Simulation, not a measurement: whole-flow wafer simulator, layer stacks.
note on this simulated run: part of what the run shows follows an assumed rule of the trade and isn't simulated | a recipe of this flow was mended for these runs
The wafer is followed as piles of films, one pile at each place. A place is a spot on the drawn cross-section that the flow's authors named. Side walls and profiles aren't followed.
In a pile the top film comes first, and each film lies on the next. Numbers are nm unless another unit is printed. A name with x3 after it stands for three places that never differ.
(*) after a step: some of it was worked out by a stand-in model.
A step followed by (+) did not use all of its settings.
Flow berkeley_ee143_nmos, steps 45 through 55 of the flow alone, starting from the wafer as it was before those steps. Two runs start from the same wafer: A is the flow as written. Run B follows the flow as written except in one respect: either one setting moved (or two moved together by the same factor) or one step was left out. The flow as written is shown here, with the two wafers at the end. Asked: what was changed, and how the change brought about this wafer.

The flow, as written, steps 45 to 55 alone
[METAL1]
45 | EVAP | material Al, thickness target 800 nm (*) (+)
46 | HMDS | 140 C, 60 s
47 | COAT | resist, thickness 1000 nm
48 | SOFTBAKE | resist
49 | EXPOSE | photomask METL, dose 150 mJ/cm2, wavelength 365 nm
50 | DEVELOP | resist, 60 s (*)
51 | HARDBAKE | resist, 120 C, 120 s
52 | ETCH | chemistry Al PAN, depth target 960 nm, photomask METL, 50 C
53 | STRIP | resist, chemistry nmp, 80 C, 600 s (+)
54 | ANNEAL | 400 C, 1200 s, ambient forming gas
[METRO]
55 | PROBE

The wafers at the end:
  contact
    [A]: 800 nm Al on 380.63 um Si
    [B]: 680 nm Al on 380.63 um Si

What caused this: step 45, EVAP: thickness target 680 nm was run, though the flow has thickness target 800 nm.
The wafer itself shows it: contact has Al 680, and step 45 as written asks for 800 nm.

How this came from the change, step by step:
  45 | EVAP | material Al, thickness target 800 nm (*) (+)
      gate, sd, contact, field: A Al gains 800 (new film) | B Al gains 680 (new film)
  52 | ETCH | chemistry Al PAN, depth target 960 nm, photomask METL, 50 C
      gate, sd, field: A Al loses 786.7 (all of it) | B Al loses 666.7 (all of it)
